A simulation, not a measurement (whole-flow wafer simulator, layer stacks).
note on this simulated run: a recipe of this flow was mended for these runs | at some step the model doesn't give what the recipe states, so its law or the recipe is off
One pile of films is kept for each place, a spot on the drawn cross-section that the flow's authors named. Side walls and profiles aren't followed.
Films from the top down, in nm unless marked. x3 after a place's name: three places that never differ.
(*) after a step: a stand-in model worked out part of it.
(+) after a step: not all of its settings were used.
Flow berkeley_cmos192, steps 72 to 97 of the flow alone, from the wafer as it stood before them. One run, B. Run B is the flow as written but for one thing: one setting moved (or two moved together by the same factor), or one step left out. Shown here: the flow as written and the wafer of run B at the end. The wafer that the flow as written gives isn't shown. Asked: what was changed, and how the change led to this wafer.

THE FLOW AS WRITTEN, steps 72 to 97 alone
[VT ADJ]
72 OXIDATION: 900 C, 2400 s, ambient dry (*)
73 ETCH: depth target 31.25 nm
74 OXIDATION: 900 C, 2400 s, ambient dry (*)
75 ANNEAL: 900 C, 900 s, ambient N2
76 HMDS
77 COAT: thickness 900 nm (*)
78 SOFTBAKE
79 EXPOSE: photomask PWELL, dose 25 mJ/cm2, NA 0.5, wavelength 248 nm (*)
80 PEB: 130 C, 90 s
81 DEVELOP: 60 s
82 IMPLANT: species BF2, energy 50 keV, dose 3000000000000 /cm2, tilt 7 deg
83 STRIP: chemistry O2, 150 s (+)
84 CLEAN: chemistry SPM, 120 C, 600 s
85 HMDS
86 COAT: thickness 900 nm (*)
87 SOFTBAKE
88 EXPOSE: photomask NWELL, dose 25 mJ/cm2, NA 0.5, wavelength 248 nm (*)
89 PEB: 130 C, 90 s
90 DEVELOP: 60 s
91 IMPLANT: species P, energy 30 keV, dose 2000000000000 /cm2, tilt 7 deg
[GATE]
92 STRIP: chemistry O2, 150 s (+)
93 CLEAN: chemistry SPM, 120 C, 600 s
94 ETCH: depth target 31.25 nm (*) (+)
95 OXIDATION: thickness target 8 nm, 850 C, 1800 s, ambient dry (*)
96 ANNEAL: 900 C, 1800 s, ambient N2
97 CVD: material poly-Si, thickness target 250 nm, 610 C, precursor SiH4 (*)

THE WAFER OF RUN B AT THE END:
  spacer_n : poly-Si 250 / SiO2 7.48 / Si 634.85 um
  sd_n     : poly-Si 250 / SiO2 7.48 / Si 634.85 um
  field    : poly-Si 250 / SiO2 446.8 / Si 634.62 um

The cause: step 73, ETCH: depth target 31.25 nm, was left out.

How the change led to this, step by step:
  74 OXIDATION: 900 C, 2400 s, ambient dry (*)
      sd_n, spacer_n, gate, sd_p, spacer_p, gate_p, contact, m1: SiO2 +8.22, Si -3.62 (as written it would be: SiO2 +14.9 (new film), Si -6.57)
  94 ETCH: depth target 31.25 nm (*) (+)
      sd_n, spacer_n, gate, sd_p, spacer_p, gate_p, contact, m1: SiO2 -23.2 (all of it) (as written it would be: SiO2 -14.9 (all of it))
